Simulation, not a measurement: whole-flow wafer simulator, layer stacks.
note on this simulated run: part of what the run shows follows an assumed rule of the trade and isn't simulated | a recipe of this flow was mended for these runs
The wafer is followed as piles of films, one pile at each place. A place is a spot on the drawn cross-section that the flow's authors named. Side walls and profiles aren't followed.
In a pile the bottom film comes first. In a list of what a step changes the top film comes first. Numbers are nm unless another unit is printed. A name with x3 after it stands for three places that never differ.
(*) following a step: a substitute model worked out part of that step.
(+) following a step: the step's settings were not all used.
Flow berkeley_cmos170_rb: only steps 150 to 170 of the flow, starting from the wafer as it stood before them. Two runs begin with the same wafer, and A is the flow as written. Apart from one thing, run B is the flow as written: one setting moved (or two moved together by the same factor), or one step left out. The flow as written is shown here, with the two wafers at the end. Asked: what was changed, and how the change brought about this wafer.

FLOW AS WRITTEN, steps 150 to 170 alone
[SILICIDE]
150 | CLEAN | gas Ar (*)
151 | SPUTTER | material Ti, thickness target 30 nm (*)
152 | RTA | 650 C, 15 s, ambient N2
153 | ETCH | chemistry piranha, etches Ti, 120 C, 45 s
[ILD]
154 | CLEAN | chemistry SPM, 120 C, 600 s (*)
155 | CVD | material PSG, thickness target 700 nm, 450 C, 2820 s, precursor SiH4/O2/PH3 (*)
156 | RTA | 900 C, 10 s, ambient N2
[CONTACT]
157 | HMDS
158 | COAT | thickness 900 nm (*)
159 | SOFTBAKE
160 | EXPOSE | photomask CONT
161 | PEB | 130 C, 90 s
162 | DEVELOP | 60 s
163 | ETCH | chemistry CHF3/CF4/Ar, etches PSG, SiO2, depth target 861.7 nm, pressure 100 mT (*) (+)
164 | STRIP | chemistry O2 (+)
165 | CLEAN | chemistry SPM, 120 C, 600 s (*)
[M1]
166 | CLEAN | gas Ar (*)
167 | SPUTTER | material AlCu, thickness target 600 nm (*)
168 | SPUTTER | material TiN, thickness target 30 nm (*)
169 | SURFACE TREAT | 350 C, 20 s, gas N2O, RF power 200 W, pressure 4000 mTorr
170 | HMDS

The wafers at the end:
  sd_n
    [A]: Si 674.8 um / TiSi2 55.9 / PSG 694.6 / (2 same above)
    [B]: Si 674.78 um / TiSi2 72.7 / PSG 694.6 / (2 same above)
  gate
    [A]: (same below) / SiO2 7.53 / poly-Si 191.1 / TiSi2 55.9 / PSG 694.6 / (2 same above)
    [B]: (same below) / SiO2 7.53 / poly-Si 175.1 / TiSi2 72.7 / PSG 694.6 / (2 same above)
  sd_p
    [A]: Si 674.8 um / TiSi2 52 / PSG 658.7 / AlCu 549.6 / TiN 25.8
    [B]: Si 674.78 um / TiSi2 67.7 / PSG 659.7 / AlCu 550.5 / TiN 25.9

What caused this: step 151, SPUTTER: thickness target 39 nm was run, whereas the flow has thickness target 30 nm.

How this came from the change, step by step:
  151 | SPUTTER | material Ti, thickness target 30 nm (*)
      field, sd_n, spacer_n, gate, spacer_p, gate_p, contact, m1: A +30 Ti (new film) | B +39 Ti (new film)
      sd_p: A +27.9 Ti (new film) | B +36.3 Ti (new film)
  152 | RTA | 650 C, 15 s, ambient N2
      sd_n, contact, m1: A -23.4 Ti, +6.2 TiSi first (new film), +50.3 TiSi2 C49 (new film), -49 Si | B -30.4 Ti, +25.8 TiSi first (new film), +39.1 TiSi2 C49 (new film), -51.9 Si
      gate, gate_p: A -23.4 Ti, +6.2 TiSi first (new film), +50.3 TiSi2 C49 (new film), -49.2 poly-Si | B -30.4 Ti, +25.8 TiSi first (new film), +39.1 TiSi2 C49 (new film), -52.1 poly-Si
      (as well as at 1 more place)
  153 | ETCH | chemistry piranha, etches Ti, 120 C, 45 s
      sd_n, gate, gate_p, contact, m1: A -6.6 Ti (all of it), -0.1 TiSi first | B -8.58 Ti (all of it), -0.1 TiSi first
      field, spacer_n, spacer_p: A -30 Ti (all of it) | B -39 Ti (all of it)
      (as well as at 1 more place)
  156 | RTA | 900 C, 10 s, ambient N2
      sd_n, contact, m1: A under 1 film: +55.9 TiSi2 (new film), -6.09 TiSi first (all of it), -50.3 TiSi2 C49 (all of it), -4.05 Si | B under 1 film: +72.7 TiSi2 (new film), -25.7 TiSi first (all of it), -39.1 TiSi2 C49 (all of it), -17 Si
      gate, gate_p: A under 1 film: +55.9 TiSi2 (new film), -6.09 TiSi first (all of it), -50.3 TiSi2 C49 (all of it), -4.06 poly-Si | B under 1 film: +72.7 TiSi2 (new film), -25.7 TiSi first (all of it), -39.1 TiSi2 C49 (all of it), -17.1 poly-Si
      (as well as at 1 more place)
